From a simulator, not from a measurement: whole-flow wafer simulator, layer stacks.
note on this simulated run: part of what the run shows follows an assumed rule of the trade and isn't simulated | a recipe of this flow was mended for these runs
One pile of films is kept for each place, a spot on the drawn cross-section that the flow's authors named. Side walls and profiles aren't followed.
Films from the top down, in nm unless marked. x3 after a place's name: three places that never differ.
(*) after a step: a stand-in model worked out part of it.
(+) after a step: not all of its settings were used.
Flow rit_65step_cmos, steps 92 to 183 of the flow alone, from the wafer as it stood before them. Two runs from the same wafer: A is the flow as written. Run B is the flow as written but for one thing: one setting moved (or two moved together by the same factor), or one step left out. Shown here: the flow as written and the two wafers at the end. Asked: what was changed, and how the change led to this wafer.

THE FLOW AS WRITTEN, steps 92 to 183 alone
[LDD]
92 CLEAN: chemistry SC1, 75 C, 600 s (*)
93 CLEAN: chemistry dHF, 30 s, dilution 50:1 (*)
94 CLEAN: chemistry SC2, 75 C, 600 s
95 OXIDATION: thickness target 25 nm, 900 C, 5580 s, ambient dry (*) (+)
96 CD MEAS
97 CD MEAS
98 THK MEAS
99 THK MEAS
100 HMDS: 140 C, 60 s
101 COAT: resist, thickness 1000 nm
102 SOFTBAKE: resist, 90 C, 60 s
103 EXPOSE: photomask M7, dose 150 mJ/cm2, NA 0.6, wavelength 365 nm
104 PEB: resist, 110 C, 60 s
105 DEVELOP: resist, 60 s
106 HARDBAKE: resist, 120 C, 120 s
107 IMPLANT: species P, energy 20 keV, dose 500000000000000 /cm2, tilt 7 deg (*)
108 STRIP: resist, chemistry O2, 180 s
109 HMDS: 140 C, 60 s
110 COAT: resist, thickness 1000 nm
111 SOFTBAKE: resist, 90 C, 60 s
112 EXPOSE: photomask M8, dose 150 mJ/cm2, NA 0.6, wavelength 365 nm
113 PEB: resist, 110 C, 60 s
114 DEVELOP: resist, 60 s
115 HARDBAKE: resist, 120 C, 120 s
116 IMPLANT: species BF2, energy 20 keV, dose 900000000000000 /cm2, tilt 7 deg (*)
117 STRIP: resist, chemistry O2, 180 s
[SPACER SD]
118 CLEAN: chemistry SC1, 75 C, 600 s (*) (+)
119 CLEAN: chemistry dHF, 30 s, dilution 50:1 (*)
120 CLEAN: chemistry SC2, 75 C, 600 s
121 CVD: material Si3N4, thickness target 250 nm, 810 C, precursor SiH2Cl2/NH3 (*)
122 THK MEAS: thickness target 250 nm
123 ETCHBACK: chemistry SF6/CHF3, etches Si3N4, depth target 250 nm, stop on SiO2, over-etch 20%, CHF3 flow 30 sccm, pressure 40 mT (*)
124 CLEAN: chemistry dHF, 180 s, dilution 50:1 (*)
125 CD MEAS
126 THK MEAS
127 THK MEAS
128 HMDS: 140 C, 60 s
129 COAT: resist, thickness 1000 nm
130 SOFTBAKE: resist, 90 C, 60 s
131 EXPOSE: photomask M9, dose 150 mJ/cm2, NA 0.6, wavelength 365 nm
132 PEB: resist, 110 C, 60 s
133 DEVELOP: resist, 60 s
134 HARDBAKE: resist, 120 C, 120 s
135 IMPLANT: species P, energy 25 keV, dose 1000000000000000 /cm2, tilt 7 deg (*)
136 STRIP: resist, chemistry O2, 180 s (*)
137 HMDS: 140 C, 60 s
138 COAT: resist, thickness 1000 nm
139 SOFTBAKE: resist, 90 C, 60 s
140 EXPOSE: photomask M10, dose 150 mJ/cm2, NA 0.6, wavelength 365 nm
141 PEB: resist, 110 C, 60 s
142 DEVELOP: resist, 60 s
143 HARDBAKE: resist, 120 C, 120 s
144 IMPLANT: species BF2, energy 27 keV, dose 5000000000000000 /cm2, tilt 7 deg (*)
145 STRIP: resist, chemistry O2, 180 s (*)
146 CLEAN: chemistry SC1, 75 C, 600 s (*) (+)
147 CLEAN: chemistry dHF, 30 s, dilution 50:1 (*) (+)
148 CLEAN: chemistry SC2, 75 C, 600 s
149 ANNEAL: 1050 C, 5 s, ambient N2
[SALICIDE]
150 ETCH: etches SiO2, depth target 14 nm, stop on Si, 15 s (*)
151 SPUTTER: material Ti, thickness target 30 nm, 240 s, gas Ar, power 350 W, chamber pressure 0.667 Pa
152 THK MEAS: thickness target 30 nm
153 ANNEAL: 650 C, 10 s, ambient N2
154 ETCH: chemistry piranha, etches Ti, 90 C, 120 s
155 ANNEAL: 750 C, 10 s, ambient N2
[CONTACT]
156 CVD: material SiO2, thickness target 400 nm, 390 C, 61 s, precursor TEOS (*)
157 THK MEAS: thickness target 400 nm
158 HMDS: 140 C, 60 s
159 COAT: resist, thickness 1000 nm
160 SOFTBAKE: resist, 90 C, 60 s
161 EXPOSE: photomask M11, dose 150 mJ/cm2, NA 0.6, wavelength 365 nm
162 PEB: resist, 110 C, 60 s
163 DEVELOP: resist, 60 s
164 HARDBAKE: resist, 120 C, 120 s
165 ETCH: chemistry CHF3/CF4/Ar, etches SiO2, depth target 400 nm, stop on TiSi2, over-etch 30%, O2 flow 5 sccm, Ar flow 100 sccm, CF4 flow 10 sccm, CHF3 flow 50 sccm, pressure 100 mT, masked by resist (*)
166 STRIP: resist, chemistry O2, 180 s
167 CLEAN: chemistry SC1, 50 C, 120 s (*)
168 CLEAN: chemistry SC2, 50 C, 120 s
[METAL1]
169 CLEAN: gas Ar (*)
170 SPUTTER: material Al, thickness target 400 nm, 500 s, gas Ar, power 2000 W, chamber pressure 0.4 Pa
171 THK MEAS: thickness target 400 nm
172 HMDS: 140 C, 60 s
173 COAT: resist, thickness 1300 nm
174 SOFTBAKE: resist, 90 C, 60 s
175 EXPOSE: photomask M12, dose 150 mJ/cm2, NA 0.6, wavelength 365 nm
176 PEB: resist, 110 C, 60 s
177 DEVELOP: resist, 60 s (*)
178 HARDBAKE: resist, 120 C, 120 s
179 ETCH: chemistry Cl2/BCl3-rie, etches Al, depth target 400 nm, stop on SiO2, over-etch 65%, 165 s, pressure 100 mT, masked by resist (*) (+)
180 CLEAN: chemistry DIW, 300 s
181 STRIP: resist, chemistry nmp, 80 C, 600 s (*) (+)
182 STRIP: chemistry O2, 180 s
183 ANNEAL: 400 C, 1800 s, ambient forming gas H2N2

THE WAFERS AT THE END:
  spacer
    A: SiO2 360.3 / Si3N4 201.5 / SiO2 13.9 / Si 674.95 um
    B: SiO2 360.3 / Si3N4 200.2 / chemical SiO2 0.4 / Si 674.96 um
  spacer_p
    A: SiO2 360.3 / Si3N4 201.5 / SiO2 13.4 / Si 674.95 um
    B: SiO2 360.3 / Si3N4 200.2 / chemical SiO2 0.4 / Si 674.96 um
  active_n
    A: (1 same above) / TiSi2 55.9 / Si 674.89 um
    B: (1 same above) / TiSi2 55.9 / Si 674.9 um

The cause: step 95, OXIDATION: thickness target 25 nm, 900 C, 5580 s, ambient dry (*) (+), was left out.

How the change led to this, step by step:
  108 STRIP: resist, chemistry O2, 180 s
      active_n, spacer, sd_n, contact, m1: A nothing | B chemical SiO2 +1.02, Si -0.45
      active_p: A resist -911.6 (all of it) | B resist -912.4 (all of it), chemical SiO2 +0.92, Si -0.4
      (and at 4 more places)
  118 CLEAN: chemistry SC1, 75 C, 600 s (*) (+)
      active_n, active_p, spacer, spacer_p, sd_n, sd_p, contact, m1: A SiO2 -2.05 | B chemical SiO2 -1.03, Si -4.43
      gate_n, gate_p: A SiO2 -2.05 | B chemical SiO2 -1.03, poly-Si -4.43
  119 CLEAN: chemistry dHF, 30 s, dilution 50:1 (*)
      active_n, gate_n, spacer, sd_n, contact, m1: A SiO2 -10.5 | B chemical SiO2 -0.6 (all of it)
      active_p, gate_p, spacer_p, sd_p: A SiO2 -11.1 | B chemical SiO2 -0.6 (all of it)
  123 ETCHBACK: chemistry SF6/CHF3, etches Si3N4, depth target 250 nm, stop on SiO2, over-etch 20%, CHF3 flow 30 sccm, pressure 40 mT (*)
      active_n, active_p, sd_n, sd_p, contact, m1: A Si3N4 -250 (all of it), SiO2 -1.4 | B Si3N4 -250 (all of it), chemical SiO2 -0.4 (all of it), Si -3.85
      gate_n, gate_p: A Si3N4 -250 (all of it), SiO2 -1.4 | B Si3N4 -250 (all of it), chemical SiO2 -0.4 (all of it), poly-Si -3.85
      (and at 2 more places)
  124 CLEAN: chemistry dHF, 180 s, dilution 50:1 (*)
      active_n, sd_n, contact, m1: A SiO2 -12.5 (all of it) | B nothing
      active_p, sd_p: A SiO2 -12 (all of it) | B nothing
      (and at 2 more places)
